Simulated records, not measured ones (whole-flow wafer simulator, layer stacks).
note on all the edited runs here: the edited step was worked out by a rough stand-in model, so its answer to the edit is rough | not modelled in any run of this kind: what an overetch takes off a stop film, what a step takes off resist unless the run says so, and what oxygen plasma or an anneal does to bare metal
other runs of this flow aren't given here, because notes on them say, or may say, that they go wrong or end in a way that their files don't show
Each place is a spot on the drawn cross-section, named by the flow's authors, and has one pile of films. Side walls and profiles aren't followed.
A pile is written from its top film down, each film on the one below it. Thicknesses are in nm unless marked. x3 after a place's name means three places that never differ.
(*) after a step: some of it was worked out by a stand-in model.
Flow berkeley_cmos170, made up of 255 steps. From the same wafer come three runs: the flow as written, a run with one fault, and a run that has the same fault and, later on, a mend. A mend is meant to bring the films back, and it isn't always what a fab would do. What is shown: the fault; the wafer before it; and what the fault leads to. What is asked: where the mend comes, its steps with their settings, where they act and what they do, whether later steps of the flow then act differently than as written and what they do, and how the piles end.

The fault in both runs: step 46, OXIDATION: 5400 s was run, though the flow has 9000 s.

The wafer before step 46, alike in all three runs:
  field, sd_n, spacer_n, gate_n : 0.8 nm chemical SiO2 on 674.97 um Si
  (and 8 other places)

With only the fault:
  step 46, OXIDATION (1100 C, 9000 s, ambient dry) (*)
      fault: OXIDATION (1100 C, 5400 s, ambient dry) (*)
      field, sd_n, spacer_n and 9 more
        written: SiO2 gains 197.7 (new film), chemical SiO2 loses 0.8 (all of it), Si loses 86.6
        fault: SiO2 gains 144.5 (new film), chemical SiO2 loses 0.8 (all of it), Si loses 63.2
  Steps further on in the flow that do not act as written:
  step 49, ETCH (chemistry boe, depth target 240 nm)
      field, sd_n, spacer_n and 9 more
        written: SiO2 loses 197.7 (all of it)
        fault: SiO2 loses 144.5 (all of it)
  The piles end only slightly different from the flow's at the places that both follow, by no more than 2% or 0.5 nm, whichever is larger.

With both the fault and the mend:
  The mend follows step 46.
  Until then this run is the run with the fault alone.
  step 46a, OXIDATION (1100 C, 3600 s, ambient dry) (*) (the flow's step 46 again, with other settings)
      field, sd_n, spacer_n and 9 more
        SiO2 gains 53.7, Si loses 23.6
  None of the later steps of the flow differs from how it acts as written, at any place that is followed, by more than 2% or 0.5 nm, whichever is larger.
  The piles end only slightly different from the flow's at the places that both follow, by no more than 2% or 0.5 nm, whichever is larger.
